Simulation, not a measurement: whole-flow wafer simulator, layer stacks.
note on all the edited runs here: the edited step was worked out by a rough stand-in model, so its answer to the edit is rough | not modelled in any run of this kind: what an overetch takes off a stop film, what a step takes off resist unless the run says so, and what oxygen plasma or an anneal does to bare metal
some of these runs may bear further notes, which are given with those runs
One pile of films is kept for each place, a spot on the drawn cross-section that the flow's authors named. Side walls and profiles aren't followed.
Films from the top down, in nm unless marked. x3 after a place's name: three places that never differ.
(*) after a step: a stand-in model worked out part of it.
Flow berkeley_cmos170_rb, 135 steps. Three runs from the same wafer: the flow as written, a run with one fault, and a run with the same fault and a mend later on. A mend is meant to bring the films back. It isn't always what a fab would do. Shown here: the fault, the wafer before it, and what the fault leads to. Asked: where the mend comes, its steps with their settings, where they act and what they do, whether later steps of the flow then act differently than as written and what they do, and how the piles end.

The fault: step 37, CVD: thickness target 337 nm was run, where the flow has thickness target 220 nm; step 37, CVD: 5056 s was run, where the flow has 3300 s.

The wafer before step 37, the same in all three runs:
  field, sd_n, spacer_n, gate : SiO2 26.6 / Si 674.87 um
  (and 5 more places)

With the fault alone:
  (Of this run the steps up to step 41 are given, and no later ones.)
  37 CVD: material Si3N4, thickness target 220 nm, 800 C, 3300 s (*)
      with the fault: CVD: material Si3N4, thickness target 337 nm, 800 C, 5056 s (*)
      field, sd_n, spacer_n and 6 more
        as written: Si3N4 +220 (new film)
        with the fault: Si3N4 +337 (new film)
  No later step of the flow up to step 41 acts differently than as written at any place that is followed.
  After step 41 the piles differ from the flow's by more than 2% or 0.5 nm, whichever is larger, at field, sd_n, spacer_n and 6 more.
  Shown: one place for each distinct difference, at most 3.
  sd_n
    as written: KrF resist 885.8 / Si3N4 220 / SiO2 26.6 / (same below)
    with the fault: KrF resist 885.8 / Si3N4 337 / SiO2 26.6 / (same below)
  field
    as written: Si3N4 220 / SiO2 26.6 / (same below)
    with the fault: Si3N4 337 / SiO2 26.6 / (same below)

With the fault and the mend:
  The mend comes after step 37.
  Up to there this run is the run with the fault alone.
  37a ETCH: chemistry h3po4, depth target 387.9 nm (the flow's step 30 once more, with other settings)
      field, sd_n, spacer_n and 6 more
        Si3N4 -337 (all of it)
  37b CLEAN (*)
      changes no film at any place that is followed
  37c CVD: material Si3N4, thickness target 220 nm, 800 C, 3300 s (*) (the flow's step 37 once more)
      field, sd_n, spacer_n and 6 more
        Si3N4 +220 (new film)
  No later step of the flow acts differently than as written at any place that is followed.
  At the end the piles are the same as the flow's at every place that both follow.
